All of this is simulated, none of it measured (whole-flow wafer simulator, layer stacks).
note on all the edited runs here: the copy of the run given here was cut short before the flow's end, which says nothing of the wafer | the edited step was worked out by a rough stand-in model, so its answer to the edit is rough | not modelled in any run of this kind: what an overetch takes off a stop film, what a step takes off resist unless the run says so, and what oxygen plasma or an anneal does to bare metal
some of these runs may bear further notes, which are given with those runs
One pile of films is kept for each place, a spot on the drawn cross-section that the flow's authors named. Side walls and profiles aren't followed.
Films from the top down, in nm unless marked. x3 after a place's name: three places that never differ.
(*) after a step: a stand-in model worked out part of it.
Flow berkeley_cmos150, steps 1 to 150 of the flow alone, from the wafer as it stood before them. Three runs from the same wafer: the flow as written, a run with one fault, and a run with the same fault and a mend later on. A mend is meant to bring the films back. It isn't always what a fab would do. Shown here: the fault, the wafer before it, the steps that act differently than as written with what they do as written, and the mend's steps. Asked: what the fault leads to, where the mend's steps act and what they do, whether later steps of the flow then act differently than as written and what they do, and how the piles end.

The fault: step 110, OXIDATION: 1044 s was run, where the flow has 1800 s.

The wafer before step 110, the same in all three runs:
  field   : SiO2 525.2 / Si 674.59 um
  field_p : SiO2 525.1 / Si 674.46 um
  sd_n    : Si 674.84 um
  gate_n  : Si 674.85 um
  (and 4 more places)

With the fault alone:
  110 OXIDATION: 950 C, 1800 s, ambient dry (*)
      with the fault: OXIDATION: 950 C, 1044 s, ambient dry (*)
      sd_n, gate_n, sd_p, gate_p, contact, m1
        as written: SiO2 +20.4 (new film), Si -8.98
        with the fault: SiO2 +14.6 (new film), Si -6.44
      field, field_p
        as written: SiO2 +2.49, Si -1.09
        with the fault: SiO2 +1.44, Si -0.64
  No later step of the flow acts differently than as written, at any place that is followed, by more than 2% or 0.5 nm, whichever is larger.
  At the end the piles differ from the flow's by more than 2% or 0.5 nm, whichever is larger, at sd_n, gate_n, sd_p, gate_p, contact, m1.
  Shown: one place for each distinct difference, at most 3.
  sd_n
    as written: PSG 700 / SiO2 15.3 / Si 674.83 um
    with the fault: PSG 700 / SiO2 9.54 / Si 674.83 um
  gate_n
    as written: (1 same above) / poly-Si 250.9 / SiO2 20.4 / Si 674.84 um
    with the fault: (1 same above) / poly-Si 250.9 / SiO2 14.6 / Si 674.84 um
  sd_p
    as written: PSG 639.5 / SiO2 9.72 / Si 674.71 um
    with the fault: PSG 639.5 / SiO2 3.94 / Si 674.71 um

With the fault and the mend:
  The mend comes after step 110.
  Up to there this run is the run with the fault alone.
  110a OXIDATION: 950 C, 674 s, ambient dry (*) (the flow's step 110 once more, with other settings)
      sd_n, gate_n, sd_p, gate_p, contact, m1
        SiO2 +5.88, Si -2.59
      field, field_p
        SiO2 +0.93, Si -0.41
  No later step of the flow acts differently than as written, at any place that is followed, by more than 2% or 0.5 nm, whichever is larger.
  At the end the piles differ from the flow's only slightly at the places that both follow, by at most 2% or 0.5 nm, whichever is larger.
